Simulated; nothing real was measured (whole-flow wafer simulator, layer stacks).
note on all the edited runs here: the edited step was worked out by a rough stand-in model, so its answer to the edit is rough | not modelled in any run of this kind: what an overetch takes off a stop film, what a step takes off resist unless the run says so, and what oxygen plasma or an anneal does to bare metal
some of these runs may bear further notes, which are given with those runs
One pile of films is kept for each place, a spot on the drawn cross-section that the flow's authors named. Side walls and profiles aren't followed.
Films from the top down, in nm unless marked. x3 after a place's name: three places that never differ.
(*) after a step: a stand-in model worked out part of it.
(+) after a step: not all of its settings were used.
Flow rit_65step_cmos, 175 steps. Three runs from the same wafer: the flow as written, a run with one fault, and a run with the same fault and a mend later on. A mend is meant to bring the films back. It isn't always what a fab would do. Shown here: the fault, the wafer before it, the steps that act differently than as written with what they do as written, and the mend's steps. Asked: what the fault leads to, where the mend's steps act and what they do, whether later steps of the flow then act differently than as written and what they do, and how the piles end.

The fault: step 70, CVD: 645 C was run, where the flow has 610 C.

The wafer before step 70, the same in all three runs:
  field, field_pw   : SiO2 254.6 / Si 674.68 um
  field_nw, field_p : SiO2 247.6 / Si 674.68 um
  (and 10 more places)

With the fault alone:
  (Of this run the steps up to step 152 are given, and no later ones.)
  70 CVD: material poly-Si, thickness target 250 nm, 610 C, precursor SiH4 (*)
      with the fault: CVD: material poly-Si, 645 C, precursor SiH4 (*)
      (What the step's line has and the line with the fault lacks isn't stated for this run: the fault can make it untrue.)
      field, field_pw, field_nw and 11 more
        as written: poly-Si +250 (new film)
        with the fault: poly-Si +434.5 (new film)
  Later steps of the flow that act differently than as written (4 more steps differ only slightly, by at most 2% or 0.5 nm, whichever is larger, and aren't shown):
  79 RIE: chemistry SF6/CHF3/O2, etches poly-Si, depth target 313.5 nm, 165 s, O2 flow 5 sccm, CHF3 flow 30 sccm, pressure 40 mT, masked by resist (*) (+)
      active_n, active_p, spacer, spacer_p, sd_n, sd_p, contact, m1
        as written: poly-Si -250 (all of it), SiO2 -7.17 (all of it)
        with the fault: poly-Si -313.5
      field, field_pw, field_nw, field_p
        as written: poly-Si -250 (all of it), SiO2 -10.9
        with the fault: poly-Si -313.5
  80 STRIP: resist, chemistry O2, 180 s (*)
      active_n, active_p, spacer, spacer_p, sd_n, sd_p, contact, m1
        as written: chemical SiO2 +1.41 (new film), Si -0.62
        with the fault: chemical SiO2 +1.41 (new film), poly-Si -0.62
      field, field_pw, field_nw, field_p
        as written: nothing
        with the fault: chemical SiO2 +1.41 (new film), poly-Si -0.62
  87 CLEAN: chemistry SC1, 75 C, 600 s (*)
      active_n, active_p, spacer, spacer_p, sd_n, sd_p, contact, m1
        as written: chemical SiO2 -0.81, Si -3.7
        with the fault: chemical SiO2 -0.81, poly-Si -3.7
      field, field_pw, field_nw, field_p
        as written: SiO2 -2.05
        with the fault: chemical SiO2 -0.81, poly-Si -3.7
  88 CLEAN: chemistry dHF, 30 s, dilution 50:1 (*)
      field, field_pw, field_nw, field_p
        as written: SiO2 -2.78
        with the fault: chemical SiO2 -0.6 (all of it)
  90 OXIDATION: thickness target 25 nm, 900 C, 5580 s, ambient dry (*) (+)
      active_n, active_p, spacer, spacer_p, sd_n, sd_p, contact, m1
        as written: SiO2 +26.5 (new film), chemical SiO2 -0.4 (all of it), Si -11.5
        with the fault: SiO2 +28.9 (new film), chemical SiO2 -0.4 (all of it), poly-Si -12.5
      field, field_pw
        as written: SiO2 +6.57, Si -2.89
        with the fault: SiO2 +28.9 (new film), chemical SiO2 -0.4 (all of it), poly-Si -12.5
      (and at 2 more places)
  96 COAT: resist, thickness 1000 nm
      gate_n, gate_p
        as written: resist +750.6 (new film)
        with the fault: resist +700.9 (new film)
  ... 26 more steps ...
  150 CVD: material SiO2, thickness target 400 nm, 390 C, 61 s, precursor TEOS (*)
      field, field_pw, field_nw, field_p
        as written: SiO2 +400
        with the fault: SiO2 +400 (new film)
  After step 152 the piles differ from the flow's by more than 2% or 0.5 nm, whichever is larger, at field, field_pw, field_nw, field_p, gate_n, gate_p, spacer, spacer_p.
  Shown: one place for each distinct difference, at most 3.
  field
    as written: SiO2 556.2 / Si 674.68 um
    with the fault: SiO2 400 / TiSi first 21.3 / TiSi2 C49 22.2 / SiO2 254.6 / Si 674.68 um
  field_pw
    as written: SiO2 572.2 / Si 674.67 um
    with the fault: SiO2 400 / TiSi first 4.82 / TiSi2 C49 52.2 / SiO2 254.6 / Si 674.68 um
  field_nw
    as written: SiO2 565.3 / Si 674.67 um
    with the fault: SiO2 400 / TiSi first 4.82 / TiSi2 C49 52.2 / SiO2 247.6 / Si 674.68 um

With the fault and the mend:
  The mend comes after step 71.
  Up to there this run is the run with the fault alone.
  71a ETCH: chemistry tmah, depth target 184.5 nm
      field, field_pw, field_nw and 11 more
        poly-Si -184.5
  No later step of the flow acts differently than as written, at any place that is followed, by more than 2% or 0.5 nm, whichever is larger.
  At the end the piles differ from the flow's only slightly at the places that both follow, by at most 2% or 0.5 nm, whichever is larger.
